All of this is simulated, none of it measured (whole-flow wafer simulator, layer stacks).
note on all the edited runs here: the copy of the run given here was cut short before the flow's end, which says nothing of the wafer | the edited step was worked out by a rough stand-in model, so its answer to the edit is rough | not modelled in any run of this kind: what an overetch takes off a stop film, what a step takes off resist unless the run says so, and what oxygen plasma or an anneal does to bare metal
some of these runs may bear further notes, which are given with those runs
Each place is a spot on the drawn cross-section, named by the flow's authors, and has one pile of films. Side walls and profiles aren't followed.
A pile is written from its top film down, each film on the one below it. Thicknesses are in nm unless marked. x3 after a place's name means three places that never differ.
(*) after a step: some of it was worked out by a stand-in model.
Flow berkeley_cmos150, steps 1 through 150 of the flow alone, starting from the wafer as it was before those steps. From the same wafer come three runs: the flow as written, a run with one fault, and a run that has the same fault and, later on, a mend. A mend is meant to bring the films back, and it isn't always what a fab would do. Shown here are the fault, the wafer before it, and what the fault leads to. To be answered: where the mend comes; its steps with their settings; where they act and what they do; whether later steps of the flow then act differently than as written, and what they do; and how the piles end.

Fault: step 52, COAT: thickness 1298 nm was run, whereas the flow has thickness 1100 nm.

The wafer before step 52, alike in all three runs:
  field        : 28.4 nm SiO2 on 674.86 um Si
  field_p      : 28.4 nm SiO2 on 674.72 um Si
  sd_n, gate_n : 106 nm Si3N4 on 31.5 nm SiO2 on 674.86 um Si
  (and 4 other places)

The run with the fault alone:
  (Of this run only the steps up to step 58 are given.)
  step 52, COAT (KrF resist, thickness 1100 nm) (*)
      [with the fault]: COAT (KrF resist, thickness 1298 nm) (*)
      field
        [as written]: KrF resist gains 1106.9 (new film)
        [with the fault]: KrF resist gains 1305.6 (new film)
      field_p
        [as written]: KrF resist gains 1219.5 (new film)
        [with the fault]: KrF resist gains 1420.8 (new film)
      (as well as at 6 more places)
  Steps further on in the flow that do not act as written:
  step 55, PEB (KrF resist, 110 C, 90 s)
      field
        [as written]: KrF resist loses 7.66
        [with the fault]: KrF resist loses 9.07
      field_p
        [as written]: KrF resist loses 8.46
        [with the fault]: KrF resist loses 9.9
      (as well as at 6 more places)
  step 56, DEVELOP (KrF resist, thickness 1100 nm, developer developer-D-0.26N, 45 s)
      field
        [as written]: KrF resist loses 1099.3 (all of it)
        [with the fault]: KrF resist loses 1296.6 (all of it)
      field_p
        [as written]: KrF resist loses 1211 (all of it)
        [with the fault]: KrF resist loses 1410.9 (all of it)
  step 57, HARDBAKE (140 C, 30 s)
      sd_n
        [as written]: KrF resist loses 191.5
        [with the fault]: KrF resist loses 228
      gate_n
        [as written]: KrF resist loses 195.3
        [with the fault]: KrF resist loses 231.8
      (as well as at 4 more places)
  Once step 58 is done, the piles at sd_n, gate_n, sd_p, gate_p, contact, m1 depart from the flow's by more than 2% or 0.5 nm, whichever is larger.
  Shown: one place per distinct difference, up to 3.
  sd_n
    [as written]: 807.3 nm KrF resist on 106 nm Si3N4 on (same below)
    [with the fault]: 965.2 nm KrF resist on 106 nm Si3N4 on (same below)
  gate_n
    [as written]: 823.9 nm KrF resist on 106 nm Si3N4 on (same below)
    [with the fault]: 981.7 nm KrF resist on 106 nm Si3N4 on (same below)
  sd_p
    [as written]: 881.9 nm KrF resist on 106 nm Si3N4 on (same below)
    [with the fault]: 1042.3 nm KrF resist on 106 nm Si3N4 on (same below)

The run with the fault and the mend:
  The mend stands after step 58.
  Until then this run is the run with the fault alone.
  step 58a, STRIP (*)
      sd_n
        KrF resist loses 965.2 (all of it)
      gate_n
        KrF resist loses 981.7 (all of it)
      sd_p
        KrF resist loses 1042.3 (all of it)
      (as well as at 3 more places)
  step 58b, HMDS (the flow's step 51 again)
      does not change any film at any place that is followed
  step 58c, COAT (KrF resist, thickness 1100 nm) (*) (the flow's step 52 again)
      field
        KrF resist gains 1106.9 (new film)
      field_p
        KrF resist gains 1219.5 (new film)
      sd_n
        KrF resist gains 1019.1 (new film)
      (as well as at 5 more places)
  step 58d, SOFTBAKE (KrF resist) (the flow's step 53 again)
      does not change any film at any place that is followed
  step 58e, EXPOSE (photomask ACTIVE, dose 18 mJ/cm2, NA 0.5, wavelength 248 nm) (*) (the flow's step 54 again)
      does not change any film at any place that is followed
  step 58f, PEB (KrF resist, 110 C, 90 s) (the flow's step 55 again)
      field
        KrF resist loses 7.66
      field_p
        KrF resist loses 8.46
      sd_n
        KrF resist loses 7.04
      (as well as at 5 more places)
  step 58g, DEVELOP (KrF resist, developer developer-D-0.26N, 45 s) (the flow's step 56 again, with other settings)
      sd_n, gate_n, sd_p, gate_p, contact, m1
        KrF resist loses 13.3
      field
        KrF resist loses 1099.3 (all of it)
      field_p
        KrF resist loses 1211 (all of it)
  step 58h, HARDBAKE (140 C, 30 s) (the flow's step 57 again)
      sd_n
        KrF resist loses 191.5
      gate_n
        KrF resist loses 195.3
      sd_p
        KrF resist loses 208.8
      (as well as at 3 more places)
  step 58i, HMDS (the flow's step 58 again)
      does not change any film at any place that is followed
  None of the later steps of the flow acts differently than as written at any place that is followed.
  The piles end the same as the flow's at every place that both follow.
